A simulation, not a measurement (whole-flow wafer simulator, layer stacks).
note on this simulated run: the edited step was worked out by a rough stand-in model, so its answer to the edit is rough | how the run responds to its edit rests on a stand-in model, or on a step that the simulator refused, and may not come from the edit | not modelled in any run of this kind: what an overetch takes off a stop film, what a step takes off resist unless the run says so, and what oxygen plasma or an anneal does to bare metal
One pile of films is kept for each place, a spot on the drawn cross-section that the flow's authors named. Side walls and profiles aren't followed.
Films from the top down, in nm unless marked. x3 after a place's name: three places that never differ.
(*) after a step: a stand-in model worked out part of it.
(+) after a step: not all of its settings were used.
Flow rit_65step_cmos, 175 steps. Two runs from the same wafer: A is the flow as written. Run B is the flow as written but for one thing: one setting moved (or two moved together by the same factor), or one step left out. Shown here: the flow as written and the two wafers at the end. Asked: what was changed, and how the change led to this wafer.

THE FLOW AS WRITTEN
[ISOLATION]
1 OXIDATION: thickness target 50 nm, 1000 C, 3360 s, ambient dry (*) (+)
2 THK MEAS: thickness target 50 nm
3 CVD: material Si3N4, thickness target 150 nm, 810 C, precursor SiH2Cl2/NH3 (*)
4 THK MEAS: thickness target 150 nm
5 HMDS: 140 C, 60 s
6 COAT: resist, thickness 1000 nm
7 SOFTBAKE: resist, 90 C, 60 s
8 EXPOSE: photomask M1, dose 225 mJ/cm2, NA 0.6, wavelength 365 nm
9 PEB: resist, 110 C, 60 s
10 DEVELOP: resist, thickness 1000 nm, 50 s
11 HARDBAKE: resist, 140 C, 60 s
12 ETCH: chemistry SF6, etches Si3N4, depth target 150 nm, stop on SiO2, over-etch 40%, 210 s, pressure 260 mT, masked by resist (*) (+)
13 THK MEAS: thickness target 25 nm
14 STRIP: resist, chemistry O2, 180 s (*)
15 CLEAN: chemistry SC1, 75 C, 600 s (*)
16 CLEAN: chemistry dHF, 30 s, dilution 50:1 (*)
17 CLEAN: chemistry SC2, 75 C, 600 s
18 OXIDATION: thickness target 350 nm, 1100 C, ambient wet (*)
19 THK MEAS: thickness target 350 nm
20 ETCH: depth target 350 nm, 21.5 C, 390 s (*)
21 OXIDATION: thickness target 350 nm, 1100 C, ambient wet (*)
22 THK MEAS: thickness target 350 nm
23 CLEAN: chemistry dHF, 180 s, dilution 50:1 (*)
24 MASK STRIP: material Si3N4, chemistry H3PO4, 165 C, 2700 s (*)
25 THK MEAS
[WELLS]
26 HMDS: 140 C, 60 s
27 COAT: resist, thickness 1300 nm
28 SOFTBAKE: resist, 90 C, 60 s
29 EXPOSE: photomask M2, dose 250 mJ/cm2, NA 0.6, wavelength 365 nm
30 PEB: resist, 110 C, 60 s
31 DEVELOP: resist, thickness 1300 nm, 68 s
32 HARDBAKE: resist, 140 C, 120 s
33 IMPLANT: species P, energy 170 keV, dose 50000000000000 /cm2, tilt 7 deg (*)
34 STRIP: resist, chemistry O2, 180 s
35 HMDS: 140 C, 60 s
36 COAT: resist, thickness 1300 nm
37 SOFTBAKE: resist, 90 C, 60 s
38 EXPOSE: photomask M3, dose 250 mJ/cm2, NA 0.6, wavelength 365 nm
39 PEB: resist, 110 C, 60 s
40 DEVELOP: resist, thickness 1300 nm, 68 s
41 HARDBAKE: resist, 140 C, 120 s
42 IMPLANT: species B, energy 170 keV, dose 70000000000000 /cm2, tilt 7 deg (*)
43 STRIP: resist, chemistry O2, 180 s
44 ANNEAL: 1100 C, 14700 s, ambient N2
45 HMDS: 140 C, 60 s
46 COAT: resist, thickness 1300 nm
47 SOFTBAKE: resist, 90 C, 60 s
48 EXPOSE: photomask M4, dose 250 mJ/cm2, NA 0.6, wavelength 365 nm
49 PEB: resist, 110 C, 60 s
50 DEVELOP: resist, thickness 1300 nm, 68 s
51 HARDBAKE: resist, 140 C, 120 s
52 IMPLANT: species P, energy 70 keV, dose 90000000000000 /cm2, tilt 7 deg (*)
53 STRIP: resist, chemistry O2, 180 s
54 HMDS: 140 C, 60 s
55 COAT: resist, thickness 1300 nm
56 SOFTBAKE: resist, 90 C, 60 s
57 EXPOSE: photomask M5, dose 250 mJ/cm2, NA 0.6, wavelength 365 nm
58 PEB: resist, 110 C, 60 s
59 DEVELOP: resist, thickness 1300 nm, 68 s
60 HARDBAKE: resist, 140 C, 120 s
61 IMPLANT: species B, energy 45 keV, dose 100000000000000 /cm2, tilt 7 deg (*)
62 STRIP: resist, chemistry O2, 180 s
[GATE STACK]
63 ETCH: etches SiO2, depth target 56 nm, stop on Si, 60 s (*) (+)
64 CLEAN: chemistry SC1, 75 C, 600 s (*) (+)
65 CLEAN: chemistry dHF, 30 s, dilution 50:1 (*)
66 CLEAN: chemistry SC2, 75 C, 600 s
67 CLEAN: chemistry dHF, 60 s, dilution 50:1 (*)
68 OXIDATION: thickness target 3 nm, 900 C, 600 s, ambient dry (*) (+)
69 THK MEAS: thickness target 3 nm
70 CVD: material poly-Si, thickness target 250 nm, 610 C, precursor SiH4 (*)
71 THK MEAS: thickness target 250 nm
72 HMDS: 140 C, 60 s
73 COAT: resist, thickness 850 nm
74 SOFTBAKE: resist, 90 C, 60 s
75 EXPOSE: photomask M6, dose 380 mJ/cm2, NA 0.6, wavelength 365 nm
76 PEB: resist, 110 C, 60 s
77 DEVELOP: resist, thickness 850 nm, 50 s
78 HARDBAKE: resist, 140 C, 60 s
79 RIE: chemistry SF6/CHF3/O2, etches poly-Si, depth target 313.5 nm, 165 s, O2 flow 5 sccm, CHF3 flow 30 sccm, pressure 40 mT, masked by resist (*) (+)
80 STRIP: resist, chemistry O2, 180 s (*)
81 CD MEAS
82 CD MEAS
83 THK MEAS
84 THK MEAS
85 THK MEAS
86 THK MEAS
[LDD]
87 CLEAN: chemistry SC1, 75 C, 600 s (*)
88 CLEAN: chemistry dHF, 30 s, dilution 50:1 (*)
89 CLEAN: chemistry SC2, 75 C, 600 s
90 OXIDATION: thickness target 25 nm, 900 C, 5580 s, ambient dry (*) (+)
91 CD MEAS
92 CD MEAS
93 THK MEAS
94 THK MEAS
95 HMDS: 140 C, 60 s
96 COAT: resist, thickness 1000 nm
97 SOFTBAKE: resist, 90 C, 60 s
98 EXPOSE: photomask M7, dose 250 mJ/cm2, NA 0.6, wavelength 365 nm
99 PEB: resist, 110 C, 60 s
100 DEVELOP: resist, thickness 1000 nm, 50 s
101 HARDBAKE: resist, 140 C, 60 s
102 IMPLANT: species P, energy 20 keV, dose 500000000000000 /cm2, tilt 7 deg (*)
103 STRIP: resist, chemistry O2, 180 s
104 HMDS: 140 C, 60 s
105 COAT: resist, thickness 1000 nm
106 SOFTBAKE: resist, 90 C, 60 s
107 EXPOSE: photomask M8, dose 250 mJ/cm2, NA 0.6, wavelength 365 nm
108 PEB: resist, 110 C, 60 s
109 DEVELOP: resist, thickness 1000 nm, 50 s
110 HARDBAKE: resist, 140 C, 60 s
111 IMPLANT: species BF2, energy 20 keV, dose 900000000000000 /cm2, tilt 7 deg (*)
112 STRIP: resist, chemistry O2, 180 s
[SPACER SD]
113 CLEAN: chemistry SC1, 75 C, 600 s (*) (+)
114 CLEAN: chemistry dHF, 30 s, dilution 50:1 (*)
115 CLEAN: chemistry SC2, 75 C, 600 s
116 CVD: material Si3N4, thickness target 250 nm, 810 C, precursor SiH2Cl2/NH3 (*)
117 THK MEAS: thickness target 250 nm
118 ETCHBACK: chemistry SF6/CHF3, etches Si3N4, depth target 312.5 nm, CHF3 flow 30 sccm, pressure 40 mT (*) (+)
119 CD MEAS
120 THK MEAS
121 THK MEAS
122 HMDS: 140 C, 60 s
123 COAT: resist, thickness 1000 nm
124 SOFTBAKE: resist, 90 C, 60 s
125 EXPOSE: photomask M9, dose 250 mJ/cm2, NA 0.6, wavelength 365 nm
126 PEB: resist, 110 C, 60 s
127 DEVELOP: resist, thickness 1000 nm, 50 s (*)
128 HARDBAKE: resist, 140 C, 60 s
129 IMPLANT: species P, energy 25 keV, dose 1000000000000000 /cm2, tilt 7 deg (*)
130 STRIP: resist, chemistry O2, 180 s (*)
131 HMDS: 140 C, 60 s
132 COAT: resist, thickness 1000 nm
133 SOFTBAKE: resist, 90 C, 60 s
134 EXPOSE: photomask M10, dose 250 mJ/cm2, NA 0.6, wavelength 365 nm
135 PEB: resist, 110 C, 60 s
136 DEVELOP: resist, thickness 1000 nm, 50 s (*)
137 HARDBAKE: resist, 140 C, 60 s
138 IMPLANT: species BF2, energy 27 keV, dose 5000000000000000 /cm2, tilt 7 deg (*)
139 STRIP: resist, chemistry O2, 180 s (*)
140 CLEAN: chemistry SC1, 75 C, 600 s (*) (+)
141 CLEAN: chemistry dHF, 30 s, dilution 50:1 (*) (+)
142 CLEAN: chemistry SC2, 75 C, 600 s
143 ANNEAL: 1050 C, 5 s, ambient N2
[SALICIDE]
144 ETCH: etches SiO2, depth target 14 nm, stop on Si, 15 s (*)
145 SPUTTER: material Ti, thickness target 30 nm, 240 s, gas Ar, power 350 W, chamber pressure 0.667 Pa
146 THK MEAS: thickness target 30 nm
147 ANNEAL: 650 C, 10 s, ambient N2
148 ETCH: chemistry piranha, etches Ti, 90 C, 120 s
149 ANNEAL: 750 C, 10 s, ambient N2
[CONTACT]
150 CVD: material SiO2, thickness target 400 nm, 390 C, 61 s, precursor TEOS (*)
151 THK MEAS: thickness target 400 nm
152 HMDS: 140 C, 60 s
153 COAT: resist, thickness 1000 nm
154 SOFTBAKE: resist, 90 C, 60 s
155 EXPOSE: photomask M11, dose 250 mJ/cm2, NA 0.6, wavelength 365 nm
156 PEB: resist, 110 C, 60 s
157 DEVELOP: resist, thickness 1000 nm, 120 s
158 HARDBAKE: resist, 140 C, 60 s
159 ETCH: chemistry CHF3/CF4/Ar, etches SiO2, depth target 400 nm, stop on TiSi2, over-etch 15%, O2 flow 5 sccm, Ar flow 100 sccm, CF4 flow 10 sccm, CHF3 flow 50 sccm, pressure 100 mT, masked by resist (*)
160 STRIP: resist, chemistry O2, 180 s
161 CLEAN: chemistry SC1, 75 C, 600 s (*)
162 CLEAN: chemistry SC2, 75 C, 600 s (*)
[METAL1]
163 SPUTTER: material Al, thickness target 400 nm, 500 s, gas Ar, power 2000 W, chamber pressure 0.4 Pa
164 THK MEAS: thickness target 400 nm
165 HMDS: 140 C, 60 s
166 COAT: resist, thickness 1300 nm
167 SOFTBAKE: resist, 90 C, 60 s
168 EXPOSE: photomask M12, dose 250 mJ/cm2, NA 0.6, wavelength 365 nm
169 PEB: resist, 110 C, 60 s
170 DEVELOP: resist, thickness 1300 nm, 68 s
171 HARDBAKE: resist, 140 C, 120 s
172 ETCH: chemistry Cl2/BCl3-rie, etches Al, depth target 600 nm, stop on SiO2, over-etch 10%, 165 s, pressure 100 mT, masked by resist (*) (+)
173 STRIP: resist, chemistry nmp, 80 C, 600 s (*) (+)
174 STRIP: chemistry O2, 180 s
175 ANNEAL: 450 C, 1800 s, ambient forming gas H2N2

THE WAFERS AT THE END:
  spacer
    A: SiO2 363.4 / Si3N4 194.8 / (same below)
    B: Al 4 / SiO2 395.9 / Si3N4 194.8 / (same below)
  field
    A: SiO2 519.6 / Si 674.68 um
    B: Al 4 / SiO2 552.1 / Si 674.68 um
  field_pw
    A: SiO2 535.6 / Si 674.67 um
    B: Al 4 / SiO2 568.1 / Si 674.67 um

The cause: step 172, ETCH: depth target 360 nm was run, where the flow has depth target 600 nm.

How the change led to this, step by step:
  172 ETCH: chemistry Cl2/BCl3-rie, etches Al, depth target 600 nm, stop on SiO2, over-etch 10%, 165 s, pressure 100 mT, masked by resist (*) (+)
      field, field_pw, field_p, spacer, spacer_p: A Al -400 (all of it), SiO2 -32.5 | B Al -396
      gate_n, gate_p: A Al -396 (all of it), SiO2 -33 | B Al -396 (all of it)
      (and at 1 more place)
Counting metal films that touch as one body, spacer has 1 body; the flow as written gives 0 bodies.
Counting metal films that touch as one body, field has 1 body; the flow as written gives 0 bodies.
Counting metal films that touch as one body, field_pw has 1 body; the flow as written gives 0 bodies.
